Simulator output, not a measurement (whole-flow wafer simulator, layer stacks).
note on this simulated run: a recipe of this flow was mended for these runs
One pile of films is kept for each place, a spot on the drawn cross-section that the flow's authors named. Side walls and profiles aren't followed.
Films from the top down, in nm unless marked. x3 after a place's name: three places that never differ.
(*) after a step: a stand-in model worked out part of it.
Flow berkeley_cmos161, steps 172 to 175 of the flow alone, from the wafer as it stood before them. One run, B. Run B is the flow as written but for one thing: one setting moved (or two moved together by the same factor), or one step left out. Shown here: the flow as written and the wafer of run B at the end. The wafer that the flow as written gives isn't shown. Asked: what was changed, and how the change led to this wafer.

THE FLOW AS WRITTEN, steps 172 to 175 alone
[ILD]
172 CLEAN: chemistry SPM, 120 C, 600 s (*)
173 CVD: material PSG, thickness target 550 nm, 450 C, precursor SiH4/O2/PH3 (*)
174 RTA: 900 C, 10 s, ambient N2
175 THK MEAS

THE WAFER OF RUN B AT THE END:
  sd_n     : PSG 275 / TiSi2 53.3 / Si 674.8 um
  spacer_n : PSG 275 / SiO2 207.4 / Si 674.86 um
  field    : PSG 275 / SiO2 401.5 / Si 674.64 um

The cause: step 173, CVD: thickness target 275 nm was run, where the flow has thickness target 550 nm.
It can be read off the wafer: sd_n has PSG 275, and step 173 as written asks for 550 nm.

How the change led to this, step by step:
  173 CVD: material PSG, thickness target 550 nm, 450 C, precursor SiH4/O2/PH3 (*)
      field, sd_n, spacer_n, gate_n, spacer_p, gate_p, contact x2: PSG +275 (new film) (as written it would be: PSG +550 (new film))
      sd_p: PSG +263 (new film) (as written it would be: PSG +522.4 (new film))
